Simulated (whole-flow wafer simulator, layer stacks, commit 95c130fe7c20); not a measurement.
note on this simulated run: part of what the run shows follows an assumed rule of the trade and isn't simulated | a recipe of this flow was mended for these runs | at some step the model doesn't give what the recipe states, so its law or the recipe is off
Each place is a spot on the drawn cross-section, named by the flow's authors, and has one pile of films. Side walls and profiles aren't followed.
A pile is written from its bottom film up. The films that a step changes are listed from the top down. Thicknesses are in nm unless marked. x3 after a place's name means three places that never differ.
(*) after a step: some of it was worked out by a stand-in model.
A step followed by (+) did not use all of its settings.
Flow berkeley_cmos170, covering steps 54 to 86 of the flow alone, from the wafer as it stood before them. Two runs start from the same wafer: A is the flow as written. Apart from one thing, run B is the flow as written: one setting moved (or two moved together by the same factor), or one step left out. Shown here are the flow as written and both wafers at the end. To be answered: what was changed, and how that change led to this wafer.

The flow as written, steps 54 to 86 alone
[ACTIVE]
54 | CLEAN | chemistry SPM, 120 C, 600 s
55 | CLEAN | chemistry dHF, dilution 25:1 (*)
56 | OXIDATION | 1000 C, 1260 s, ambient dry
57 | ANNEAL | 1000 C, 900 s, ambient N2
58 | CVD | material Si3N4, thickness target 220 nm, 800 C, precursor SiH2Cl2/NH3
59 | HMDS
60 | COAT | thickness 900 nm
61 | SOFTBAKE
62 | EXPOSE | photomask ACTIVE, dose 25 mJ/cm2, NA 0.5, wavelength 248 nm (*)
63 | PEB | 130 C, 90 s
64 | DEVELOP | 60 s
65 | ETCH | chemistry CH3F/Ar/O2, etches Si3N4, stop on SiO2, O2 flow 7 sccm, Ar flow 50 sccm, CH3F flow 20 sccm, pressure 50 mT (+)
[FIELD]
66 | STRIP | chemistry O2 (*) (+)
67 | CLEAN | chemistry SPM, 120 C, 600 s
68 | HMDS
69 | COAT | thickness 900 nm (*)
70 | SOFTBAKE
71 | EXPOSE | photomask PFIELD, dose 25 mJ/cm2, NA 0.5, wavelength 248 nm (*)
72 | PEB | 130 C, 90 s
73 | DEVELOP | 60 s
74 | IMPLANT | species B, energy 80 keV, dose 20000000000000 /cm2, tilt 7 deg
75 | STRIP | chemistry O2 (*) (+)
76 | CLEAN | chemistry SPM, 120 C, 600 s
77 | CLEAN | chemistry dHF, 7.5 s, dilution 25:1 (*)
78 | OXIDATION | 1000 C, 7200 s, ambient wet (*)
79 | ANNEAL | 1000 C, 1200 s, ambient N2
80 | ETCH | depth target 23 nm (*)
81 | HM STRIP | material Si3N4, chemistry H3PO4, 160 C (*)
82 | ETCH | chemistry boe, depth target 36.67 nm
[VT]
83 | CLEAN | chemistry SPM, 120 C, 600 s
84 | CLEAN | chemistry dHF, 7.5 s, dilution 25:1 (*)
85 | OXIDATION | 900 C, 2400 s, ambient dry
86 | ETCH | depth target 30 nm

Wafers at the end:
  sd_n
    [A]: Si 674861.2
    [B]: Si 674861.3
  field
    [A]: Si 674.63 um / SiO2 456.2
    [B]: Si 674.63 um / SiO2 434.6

The reason: step 58, CVD: thickness target 480 nm was run, while the flow as written has thickness target 220 nm.

The path from the change to this, step by step:
  58 | CVD | material Si3N4, thickness target 220 nm, 800 C, precursor SiH2Cl2/NH3
      field, mark, sd_n and 10 more: A Si3N4 gains 220 (new film) | B Si3N4 gains 480 (new film)
  65 | ETCH | chemistry CH3F/Ar/O2, etches Si3N4, stop on SiO2, O2 flow 7 sccm, Ar flow 50 sccm, CH3F flow 20 sccm, pressure 50 mT (+)
      mark, sd_n, spacer_n and 9 more: A KrF-resist loses 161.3 | B KrF-resist loses 334.7
      field: A Si3N4 loses 220 (all of it), SiO2 loses 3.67 | B Si3N4 loses 480 (all of it), SiO2 loses 3.67
  66 | STRIP | chemistry O2 (*) (+)
      mark, sd_n, spacer_n and 9 more: A KrF-resist loses 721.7 (all of it) | B KrF-resist loses 548.4 (all of it)
  69 | COAT | thickness 900 nm (*)
      field: A KrF-resist gains 957.2 (new film) | B KrF-resist gains 1030.7 (new film)
      sd_n: A KrF-resist gains 784.1 (new film) | B KrF-resist gains 664.3 (new film)
      (also at 10 further places)
  73 | DEVELOP | 60 s
      field: A KrF-resist loses 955 (all of it) | B KrF-resist loses 1028.4 (all of it)
  75 | STRIP | chemistry O2 (*) (+)
      sd_n: A KrF-resist loses 767.4 (all of it) | B KrF-resist loses 648 (all of it)
      spacer_n: A KrF-resist loses 803.4 (all of it) | B KrF-resist loses 719.5 (all of it)
      (also at 9 further places)
  78 | OXIDATION | 1000 C, 7200 s, ambient wet (*)
      sd_n, sd_p: A SiO2 gains 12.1 (new film), Si3N4 loses 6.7, SiO2 gains 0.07, Si loses 0.07 | B SiO2 gains 12.1 (new film), Si3N4 loses 6.7
  81 | HM STRIP | material Si3N4, chemistry H3PO4, 160 C (*)
      mark, sd_n, spacer_n and 9 more: A Si3N4 loses 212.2 (all of it), SiO2 loses 11.1 | B Si3N4 loses 472.2 (all of it), SiO2 loses 24.7
      field: A SiO2 loses 17.7 | B SiO2 loses 39.4
  82 | ETCH | chemistry boe, depth target 36.67 nm
      mark, spacer_n, gate_n and 7 more: A SiO2 loses 15.5 (all of it) | B SiO2 loses 1.87 (all of it)
      sd_n, sd_p: A SiO2 loses 15.5 (all of it) | B SiO2 loses 1.96 (all of it)
